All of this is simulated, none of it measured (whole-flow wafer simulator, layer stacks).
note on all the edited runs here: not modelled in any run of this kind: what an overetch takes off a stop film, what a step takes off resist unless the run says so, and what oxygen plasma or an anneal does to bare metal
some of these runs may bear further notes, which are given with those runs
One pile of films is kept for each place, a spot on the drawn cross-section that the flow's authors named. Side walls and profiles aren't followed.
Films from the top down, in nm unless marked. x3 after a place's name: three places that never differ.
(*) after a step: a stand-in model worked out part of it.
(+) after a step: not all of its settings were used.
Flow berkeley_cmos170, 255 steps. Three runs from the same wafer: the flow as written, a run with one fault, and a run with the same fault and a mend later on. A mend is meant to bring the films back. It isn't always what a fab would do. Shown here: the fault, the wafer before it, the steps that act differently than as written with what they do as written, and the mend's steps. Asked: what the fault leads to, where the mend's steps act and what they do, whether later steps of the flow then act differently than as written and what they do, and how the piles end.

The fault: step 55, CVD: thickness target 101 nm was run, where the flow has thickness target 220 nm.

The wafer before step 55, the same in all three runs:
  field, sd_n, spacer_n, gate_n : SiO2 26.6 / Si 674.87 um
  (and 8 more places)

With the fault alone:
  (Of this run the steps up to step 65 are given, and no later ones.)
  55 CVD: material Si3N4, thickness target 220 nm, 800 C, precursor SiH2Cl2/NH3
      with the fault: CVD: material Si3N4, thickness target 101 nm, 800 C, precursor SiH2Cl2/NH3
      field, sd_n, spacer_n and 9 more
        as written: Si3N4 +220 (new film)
        with the fault: Si3N4 +101 (new film)
  Later steps of the flow that act differently than as written:
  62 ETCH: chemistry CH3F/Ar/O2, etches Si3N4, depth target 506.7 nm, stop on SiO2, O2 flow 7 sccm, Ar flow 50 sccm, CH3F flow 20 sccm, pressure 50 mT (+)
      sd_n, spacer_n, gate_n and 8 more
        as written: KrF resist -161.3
        with the fault: KrF resist -82
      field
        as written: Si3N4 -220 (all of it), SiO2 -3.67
        with the fault: Si3N4 -101 (all of it), SiO2 -3.67
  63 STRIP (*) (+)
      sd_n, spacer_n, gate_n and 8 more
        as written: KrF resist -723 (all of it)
        with the fault: KrF resist -802.4 (all of it)
  After step 65 the piles differ from the flow's by more than 2% or 0.5 nm, whichever is larger, at sd_n, spacer_n, gate_n and 8 more.
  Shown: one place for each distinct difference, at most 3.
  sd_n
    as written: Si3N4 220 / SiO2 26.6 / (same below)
    with the fault: Si3N4 101 / SiO2 26.6 / (same below)

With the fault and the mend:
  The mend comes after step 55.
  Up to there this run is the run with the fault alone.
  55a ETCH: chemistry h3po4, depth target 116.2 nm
      field, sd_n, spacer_n and 9 more
        Si3N4 -101 (all of it)
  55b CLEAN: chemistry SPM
      changes no film at any place that is followed
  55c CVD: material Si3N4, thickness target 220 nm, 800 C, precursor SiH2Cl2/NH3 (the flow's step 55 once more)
      field, sd_n, spacer_n and 9 more
        Si3N4 +220 (new film)
  No later step of the flow acts differently than as written at any place that is followed.
  At the end the piles are the same as the flow's at every place that both follow.
